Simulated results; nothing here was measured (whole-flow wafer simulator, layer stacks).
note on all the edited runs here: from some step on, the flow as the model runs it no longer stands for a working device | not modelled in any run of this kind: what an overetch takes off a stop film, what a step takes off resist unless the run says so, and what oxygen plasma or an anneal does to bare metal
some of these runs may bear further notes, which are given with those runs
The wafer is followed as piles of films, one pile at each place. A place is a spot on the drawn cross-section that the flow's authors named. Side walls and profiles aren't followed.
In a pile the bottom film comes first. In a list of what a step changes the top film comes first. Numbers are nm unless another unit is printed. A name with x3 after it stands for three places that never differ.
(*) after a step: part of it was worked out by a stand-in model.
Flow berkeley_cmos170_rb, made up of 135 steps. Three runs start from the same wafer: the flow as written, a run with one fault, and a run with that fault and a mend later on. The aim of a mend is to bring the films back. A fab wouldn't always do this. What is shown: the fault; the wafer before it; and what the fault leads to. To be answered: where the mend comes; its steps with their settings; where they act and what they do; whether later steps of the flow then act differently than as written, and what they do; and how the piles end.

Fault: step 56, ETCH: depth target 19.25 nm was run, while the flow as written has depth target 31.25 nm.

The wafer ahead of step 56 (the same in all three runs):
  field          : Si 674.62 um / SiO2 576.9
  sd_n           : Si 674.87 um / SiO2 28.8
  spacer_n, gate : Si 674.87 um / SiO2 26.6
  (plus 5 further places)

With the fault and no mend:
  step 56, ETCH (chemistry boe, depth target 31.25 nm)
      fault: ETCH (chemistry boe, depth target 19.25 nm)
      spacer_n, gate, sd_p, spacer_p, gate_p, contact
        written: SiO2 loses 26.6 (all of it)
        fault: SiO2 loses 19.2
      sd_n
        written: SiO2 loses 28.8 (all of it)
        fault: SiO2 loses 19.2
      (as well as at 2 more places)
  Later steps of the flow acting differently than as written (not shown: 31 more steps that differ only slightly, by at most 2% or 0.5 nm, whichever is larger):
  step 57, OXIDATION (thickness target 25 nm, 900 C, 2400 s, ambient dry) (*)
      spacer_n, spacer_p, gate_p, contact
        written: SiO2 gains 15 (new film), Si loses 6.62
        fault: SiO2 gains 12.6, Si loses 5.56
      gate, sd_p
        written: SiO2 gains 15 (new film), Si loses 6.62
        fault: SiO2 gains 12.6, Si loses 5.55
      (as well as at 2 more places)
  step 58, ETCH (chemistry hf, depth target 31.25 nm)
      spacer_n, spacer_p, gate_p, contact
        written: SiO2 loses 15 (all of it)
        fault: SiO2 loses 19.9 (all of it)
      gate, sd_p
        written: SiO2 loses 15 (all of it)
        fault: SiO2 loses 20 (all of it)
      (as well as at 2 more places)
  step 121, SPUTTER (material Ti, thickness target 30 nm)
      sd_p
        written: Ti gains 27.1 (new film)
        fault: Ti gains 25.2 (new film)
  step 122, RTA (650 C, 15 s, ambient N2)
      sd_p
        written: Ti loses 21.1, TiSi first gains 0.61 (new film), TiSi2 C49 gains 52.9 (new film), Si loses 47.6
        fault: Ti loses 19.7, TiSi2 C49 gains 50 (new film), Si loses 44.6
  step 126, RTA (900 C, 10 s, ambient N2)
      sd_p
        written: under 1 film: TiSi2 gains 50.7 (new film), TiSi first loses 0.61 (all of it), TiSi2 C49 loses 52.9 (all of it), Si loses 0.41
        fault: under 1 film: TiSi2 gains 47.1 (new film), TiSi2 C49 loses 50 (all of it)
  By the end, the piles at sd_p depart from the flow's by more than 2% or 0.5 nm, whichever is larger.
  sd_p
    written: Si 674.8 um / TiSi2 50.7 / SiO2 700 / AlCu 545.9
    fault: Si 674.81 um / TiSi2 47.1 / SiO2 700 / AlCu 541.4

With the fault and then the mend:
  The mend stands after step 56.
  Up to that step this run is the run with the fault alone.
  step 56a, ETCH (chemistry boe, depth target 12 nm) (the flow's step 56 again, with other settings)
      spacer_n, spacer_p, gate_p, contact
        SiO2 loses 7.3 (all of it)
      gate, sd_p
        SiO2 loses 7.38 (all of it)
      field
        SiO2 loses 12
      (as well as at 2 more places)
  Every later step of the flow that is run acts as written, at every place that is followed, to within 2% or 0.5 nm, whichever is larger.
  The piles end the same as the flow's at every place that both follow.
